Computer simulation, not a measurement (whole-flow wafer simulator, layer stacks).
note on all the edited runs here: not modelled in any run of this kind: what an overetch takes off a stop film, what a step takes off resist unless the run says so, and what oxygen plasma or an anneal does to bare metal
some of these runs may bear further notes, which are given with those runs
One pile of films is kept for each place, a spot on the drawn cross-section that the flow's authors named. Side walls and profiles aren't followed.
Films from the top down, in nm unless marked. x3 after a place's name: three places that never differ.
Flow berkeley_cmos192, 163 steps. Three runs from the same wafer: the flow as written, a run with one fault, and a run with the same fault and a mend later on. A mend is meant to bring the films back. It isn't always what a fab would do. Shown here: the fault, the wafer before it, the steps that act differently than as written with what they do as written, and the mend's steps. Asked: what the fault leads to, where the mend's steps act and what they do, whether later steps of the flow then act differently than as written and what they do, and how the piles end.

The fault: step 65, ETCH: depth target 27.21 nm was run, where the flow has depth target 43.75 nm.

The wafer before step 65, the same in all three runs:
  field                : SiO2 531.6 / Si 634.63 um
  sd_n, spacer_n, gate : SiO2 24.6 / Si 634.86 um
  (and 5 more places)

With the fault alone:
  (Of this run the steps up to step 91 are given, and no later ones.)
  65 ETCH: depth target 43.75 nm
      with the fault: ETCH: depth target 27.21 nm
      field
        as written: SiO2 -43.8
        with the fault: SiO2 -27.2
  No later step of the flow up to step 91 acts differently than as written, at any place that is followed, by more than 2% or 0.5 nm, whichever is larger.
  After step 91 the piles differ from the flow's by more than 2% or 0.5 nm, whichever is larger, at field.
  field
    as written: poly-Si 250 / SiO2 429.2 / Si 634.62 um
    with the fault: poly-Si 250 / SiO2 445.6 / Si 634.62 um

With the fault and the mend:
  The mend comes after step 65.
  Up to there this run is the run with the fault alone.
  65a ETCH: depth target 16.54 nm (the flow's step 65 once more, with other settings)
      field
        SiO2 -16.5
  No later step of the flow acts differently than as written, at any place that is followed, by more than 2% or 0.5 nm, whichever is larger.
  At the end the piles are the same as the flow's at every place that both follow.
